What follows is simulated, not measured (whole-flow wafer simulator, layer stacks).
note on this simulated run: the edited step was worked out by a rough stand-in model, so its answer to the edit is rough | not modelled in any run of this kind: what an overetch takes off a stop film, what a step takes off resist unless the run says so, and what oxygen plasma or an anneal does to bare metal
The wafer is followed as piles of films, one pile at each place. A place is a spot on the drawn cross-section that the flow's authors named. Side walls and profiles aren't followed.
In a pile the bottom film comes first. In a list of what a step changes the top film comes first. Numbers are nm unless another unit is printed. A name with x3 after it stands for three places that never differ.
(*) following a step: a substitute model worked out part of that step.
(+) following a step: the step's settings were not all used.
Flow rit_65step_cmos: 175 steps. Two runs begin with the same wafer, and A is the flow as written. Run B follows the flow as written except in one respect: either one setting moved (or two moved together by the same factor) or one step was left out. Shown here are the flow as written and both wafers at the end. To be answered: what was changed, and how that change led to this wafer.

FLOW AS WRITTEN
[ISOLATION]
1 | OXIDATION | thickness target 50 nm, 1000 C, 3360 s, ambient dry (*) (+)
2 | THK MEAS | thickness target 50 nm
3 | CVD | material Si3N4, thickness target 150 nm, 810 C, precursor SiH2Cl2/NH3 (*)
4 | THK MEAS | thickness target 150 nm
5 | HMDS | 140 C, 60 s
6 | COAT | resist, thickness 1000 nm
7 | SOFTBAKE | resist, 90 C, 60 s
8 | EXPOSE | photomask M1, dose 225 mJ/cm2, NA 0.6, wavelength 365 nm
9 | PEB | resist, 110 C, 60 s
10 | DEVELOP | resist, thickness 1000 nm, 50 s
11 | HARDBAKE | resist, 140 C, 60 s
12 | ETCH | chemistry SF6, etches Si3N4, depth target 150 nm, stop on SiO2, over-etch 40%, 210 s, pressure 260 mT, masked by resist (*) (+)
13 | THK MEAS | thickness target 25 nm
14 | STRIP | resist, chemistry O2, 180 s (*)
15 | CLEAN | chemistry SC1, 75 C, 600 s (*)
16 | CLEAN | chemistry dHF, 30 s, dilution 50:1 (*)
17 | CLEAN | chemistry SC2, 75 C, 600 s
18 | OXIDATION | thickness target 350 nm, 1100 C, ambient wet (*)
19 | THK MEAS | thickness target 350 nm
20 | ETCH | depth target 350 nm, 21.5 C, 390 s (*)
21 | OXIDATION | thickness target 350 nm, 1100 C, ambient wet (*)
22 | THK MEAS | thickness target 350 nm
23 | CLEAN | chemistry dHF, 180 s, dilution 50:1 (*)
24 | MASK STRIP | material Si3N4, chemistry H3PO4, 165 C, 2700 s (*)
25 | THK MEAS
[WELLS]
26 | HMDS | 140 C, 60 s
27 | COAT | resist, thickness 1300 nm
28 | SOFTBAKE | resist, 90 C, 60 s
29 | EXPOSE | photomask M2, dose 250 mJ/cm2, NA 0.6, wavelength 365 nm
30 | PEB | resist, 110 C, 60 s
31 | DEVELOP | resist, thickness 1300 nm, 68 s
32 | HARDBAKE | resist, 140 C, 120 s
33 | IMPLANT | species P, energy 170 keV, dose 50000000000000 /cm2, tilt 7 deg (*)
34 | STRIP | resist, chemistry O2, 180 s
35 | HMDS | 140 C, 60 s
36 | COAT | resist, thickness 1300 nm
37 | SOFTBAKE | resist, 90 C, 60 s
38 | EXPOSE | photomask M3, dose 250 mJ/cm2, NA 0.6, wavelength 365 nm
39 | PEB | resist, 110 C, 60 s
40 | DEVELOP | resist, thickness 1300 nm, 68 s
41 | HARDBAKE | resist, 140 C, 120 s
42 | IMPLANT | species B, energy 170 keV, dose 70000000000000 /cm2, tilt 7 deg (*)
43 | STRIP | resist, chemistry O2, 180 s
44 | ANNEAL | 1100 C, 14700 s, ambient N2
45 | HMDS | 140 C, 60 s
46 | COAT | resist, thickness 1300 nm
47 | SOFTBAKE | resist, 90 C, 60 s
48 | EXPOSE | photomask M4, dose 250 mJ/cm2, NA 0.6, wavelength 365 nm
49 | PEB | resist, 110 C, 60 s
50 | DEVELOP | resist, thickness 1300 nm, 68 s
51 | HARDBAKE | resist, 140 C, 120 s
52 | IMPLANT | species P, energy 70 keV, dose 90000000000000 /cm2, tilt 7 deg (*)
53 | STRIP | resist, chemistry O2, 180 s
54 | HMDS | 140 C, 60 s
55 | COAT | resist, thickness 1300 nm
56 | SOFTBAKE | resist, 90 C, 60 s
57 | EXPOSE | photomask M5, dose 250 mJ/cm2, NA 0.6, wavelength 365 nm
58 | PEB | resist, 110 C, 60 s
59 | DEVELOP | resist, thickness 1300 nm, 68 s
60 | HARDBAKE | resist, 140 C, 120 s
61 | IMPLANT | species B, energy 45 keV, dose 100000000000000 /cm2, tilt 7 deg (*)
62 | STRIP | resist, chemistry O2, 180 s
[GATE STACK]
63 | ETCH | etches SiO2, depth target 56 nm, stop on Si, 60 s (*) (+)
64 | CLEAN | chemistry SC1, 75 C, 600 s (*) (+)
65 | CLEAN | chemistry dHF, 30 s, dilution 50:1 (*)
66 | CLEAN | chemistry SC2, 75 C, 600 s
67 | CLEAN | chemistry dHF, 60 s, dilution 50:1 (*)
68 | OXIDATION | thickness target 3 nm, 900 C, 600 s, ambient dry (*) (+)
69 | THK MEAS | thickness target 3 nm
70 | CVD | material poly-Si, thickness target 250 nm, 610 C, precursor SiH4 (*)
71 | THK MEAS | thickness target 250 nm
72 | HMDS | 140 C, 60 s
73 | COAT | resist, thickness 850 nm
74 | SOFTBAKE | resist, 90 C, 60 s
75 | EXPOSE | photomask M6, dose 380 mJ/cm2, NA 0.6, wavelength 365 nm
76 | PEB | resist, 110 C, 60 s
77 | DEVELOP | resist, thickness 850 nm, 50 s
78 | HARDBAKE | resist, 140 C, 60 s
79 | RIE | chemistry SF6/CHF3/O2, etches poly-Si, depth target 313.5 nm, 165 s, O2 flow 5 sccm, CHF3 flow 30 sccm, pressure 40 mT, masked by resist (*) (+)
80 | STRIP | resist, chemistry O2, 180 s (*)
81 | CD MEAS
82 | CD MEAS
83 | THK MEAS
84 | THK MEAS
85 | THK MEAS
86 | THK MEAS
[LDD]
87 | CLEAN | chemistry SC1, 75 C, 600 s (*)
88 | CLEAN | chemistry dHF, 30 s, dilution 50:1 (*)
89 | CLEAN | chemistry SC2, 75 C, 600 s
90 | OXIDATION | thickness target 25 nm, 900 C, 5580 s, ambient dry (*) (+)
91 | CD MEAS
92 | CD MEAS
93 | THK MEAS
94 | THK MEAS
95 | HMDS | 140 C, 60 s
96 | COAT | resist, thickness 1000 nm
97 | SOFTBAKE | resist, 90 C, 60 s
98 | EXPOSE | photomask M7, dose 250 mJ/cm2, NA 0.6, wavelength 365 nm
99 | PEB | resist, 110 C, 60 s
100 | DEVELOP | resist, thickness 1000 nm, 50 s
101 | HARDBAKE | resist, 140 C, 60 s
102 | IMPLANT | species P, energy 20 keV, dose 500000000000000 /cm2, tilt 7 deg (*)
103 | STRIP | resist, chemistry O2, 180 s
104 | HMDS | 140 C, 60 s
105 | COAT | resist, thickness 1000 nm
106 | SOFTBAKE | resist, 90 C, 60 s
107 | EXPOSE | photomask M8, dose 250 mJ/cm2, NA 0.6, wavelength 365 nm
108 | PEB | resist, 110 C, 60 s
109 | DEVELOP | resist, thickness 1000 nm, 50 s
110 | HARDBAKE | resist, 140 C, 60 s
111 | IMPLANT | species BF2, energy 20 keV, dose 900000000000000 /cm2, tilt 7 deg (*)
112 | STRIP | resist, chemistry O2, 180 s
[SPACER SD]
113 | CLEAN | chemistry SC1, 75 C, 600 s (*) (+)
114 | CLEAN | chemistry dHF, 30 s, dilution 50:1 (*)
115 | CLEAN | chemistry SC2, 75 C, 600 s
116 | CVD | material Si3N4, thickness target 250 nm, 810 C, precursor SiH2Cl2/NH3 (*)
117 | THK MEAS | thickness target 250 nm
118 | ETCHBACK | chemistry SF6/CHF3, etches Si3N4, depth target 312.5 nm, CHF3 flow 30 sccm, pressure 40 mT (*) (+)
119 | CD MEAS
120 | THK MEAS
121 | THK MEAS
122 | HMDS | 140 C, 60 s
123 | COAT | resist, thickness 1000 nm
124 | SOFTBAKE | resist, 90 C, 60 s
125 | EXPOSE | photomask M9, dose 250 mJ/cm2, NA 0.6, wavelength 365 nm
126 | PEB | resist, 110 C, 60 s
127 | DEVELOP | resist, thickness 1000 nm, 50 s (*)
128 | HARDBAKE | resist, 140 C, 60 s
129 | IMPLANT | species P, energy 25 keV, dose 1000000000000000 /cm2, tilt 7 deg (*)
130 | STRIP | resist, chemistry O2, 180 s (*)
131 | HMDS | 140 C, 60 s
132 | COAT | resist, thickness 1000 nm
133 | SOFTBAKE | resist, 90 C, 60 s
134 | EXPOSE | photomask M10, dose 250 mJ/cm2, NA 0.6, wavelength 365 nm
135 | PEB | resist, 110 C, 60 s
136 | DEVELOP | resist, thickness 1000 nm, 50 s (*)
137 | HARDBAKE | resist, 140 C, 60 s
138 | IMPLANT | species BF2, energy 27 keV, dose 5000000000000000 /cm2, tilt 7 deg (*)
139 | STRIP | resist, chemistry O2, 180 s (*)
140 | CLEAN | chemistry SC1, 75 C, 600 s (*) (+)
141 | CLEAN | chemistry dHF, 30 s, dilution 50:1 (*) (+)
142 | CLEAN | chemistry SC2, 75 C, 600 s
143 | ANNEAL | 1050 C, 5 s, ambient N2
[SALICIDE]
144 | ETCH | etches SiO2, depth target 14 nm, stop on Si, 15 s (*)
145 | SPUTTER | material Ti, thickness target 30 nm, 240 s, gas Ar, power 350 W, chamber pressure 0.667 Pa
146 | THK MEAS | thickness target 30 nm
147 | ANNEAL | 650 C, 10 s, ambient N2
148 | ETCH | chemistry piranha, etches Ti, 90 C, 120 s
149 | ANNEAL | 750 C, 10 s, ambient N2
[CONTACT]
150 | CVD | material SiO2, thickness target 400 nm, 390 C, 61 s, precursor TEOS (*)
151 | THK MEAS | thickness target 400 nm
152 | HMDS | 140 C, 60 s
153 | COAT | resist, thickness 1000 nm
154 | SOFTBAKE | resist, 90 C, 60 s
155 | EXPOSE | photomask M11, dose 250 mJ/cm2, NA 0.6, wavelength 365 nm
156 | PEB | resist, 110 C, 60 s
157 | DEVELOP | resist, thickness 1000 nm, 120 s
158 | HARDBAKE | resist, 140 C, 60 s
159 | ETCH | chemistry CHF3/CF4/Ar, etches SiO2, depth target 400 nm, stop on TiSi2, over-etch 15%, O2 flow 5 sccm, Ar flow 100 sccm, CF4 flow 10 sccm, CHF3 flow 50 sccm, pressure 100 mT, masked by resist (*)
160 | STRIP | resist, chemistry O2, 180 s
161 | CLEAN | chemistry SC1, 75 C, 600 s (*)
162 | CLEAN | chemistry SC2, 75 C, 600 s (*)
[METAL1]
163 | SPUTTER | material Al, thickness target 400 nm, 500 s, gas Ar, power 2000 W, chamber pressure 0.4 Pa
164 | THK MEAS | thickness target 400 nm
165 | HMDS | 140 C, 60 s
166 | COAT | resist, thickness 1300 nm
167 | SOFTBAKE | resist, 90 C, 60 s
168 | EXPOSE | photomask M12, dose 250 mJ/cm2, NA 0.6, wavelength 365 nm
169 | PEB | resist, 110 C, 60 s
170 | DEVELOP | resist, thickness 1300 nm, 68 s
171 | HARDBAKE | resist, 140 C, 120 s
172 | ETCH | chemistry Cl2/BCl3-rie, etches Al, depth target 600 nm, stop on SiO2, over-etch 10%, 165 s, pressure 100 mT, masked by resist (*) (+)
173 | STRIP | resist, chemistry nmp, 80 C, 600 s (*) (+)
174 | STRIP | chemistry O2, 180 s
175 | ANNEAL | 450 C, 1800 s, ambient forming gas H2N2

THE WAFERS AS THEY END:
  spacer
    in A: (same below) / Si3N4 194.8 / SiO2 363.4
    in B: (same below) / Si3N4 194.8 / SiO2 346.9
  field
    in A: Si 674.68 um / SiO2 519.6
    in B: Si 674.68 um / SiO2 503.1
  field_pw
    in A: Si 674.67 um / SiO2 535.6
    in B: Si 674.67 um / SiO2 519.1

Cause: step 172, ETCH: depth target 720 nm was run, while the flow as written has depth target 600 nm.

How this came from the change, step by step:
  172 | ETCH | chemistry Cl2/BCl3-rie, etches Al, depth target 600 nm, stop on SiO2, over-etch 10%, 165 s, pressure 100 mT, masked by resist (*) (+)
      field, field_pw, field_p, spacer, spacer_p: A Al loses 400 (all of it), SiO2 loses 32.5 | B Al loses 400 (all of it), SiO2 loses 49
      gate_n, gate_p: A Al loses 396 (all of it), SiO2 loses 33 | B Al loses 396 (all of it), SiO2 loses 49.5
      (also at 1 further place)
